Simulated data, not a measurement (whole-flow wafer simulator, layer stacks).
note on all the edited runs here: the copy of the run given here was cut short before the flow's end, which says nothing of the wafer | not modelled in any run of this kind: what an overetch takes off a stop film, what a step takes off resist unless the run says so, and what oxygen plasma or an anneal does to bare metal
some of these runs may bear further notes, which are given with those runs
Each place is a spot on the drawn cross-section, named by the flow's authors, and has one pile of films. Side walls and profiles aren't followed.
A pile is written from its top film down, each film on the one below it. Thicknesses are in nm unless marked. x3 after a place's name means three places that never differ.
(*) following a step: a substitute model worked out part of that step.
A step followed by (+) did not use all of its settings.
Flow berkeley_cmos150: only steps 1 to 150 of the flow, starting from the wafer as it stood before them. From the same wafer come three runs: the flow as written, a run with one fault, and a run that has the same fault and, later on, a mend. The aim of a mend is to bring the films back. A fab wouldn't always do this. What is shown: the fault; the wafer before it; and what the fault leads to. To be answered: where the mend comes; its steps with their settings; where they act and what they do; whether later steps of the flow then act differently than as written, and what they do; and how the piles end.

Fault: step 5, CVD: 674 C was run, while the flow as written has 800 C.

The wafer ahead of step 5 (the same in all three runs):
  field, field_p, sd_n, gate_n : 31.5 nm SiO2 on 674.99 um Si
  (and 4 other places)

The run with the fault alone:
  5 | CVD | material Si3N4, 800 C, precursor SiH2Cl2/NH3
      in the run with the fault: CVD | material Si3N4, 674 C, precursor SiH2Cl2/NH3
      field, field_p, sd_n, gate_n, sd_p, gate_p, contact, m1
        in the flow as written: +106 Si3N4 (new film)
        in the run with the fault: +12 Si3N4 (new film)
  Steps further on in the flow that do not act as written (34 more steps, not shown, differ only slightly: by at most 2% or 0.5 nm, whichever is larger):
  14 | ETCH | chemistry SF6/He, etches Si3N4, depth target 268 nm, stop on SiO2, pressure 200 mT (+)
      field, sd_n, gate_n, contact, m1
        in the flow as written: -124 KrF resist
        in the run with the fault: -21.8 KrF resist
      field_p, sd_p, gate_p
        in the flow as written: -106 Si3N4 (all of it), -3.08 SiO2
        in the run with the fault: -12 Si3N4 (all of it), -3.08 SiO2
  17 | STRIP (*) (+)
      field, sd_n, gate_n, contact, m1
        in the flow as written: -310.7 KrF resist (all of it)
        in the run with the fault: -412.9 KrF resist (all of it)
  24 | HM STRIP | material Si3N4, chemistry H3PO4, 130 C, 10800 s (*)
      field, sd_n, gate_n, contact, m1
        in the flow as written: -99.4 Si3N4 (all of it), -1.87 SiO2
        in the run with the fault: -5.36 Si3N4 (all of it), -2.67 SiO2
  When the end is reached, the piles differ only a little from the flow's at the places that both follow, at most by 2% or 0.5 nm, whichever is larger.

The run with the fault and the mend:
  The mend follows step 6.
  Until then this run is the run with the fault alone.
  6a | CVD | material Si3N4, 800 C, precursor SiH2Cl2/NH3 (a further turn of the flow's step 5; the settings that differ are not printed)
      field, field_p, sd_n, gate_n, sd_p, gate_p, contact, m1
        +94 Si3N4
  None of the later steps of the flow differs from how it acts as written, at any place that is followed, by more than 2% or 0.5 nm, whichever is larger.
  At every place that both follow, the piles at the end match the flow's.
